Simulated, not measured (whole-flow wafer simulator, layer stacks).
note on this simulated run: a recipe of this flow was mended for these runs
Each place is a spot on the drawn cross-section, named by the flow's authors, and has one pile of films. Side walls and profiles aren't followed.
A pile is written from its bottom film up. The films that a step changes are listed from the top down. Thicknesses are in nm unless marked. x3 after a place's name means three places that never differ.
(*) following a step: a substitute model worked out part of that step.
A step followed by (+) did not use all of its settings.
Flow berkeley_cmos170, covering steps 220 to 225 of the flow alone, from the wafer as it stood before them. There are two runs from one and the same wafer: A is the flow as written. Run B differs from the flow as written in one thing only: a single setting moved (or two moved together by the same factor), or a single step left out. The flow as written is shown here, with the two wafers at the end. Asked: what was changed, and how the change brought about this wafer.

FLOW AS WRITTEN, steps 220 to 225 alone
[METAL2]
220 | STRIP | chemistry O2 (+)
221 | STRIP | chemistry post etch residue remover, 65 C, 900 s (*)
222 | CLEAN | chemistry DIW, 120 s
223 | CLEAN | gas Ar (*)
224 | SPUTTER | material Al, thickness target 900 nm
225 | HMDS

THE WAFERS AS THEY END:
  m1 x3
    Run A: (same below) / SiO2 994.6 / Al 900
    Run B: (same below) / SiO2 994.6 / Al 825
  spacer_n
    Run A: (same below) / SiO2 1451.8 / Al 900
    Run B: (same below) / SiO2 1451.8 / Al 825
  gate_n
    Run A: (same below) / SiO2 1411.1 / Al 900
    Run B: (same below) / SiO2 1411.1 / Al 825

Cause: step 224, SPUTTER: thickness target 825 nm was run, whereas the flow has thickness target 900 nm.
The wafer lets one read it off: m1 x3 has Al 825, and step 224 as written asks for 900 nm.

Step by step, how the change led to this:
  224 | SPUTTER | material Al, thickness target 900 nm
      field, mark, sd_n and 9 more: A +900 Al (new film) | B +825 Al (new film)
      via1: A +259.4 Al | B +247 Al
